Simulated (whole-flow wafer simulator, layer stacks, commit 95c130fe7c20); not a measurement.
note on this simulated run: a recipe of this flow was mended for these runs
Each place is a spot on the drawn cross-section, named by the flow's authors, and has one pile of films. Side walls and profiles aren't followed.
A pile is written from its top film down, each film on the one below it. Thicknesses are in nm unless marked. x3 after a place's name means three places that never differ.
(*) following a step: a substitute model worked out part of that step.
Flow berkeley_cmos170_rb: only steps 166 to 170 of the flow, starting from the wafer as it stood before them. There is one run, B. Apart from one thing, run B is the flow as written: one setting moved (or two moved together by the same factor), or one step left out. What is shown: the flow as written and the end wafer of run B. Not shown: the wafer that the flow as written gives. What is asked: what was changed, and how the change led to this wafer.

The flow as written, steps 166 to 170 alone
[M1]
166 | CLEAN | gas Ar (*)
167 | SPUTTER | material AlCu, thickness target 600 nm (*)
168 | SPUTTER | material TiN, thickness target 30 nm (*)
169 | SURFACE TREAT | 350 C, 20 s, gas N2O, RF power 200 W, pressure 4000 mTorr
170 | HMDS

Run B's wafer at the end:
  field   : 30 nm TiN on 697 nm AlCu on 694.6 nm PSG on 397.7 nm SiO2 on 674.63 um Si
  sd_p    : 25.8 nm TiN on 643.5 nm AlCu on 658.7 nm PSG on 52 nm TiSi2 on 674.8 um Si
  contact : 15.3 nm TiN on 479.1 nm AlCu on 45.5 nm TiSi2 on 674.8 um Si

The reason: step 167, SPUTTER: thickness target 697 nm was run, though the flow has thickness target 600 nm.
One can read it off the wafer: field has AlCu 697, and step 167 as written asks for 600 nm.

Step by step, how the change led to this:
  167 | SPUTTER | material AlCu, thickness target 600 nm (*)
      field, sd_n, spacer_n, gate, spacer_p, gate_p, m1: +697 AlCu (new film) (it would be, as written: +600 AlCu (new film))
      sd_p: +643.5 AlCu (new film) (it would be, as written: +549.6 AlCu (new film))
      (as well as at 1 more place)
  168 | SPUTTER | material TiN, thickness target 30 nm (*)
      contact: +15.3 TiN (new film) (it would be, as written: +16.3 TiN (new film))
